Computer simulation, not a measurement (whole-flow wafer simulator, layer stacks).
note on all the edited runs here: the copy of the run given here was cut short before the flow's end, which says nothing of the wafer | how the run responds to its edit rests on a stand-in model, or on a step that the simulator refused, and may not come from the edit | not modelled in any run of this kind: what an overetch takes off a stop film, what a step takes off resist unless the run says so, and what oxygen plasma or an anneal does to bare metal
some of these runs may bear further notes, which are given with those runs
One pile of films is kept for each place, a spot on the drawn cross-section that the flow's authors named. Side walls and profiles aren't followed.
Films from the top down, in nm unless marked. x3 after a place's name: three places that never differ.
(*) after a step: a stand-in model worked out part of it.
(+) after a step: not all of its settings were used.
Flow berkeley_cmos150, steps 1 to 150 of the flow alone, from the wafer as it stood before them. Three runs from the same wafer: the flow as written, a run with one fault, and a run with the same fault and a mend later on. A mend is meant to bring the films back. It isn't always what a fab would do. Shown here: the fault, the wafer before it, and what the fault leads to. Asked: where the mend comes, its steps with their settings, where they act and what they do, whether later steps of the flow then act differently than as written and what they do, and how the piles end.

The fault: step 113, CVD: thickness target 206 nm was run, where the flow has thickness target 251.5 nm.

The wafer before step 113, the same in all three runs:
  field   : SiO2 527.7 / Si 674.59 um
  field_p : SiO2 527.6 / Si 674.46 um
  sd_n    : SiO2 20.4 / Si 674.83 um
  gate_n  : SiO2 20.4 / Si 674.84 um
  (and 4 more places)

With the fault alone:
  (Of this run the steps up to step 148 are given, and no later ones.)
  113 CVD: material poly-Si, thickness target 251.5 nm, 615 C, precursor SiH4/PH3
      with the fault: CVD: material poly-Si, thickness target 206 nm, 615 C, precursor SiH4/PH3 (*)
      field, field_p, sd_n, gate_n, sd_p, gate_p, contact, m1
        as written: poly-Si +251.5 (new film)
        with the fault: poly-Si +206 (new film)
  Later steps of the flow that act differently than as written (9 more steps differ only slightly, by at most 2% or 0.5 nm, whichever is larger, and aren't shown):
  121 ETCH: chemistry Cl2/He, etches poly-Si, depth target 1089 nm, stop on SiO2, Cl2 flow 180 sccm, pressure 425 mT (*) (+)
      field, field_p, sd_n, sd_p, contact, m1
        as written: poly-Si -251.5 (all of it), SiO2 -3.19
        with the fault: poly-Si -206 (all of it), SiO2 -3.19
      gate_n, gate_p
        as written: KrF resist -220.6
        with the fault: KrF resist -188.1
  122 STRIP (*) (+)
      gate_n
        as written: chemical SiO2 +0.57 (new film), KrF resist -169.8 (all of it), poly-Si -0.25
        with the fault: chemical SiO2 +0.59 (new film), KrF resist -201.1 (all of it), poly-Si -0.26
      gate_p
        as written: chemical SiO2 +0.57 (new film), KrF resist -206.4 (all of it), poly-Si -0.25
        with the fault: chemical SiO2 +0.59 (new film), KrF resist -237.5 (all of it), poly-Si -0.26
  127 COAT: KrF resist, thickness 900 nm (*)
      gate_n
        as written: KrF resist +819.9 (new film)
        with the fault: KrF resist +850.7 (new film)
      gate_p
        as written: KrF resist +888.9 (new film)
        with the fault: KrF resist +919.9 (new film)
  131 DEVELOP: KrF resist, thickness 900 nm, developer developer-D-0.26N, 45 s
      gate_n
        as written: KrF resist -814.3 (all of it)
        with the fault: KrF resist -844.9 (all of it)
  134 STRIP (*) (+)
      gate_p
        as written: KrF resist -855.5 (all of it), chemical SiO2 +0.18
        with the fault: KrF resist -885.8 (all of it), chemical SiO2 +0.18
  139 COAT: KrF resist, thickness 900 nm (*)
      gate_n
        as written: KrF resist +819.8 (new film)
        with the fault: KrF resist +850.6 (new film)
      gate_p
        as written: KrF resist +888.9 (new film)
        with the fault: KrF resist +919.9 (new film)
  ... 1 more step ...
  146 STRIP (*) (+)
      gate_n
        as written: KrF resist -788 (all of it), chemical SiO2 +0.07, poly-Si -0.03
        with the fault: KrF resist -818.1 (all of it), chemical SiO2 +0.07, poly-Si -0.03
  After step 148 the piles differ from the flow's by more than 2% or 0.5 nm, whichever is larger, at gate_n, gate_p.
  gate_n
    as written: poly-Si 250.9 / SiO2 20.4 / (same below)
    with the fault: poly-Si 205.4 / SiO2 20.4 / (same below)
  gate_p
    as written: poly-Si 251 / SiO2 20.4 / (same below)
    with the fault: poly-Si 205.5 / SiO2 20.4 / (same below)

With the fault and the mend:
  The mend comes after step 113.
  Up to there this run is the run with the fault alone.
  113a ETCH: chemistry tmah, depth target 236.9 nm
      field, field_p, sd_n, gate_n, sd_p, gate_p, contact, m1
        poly-Si -206 (all of it)
  113b CLEAN: chemistry SPM, 600 s (*) (the flow's step 108 once more)
      changes no film at any place that is followed
  113c CVD: material poly-Si, thickness target 251.5 nm, 615 C, precursor SiH4/PH3 (the flow's step 113 once more)
      field, field_p, sd_n, gate_n, sd_p, gate_p, contact, m1
        poly-Si +251.5 (new film)
  No later step of the flow acts differently than as written at any place that is followed.
  At the end the piles are the same as the flow's at every place that both follow.
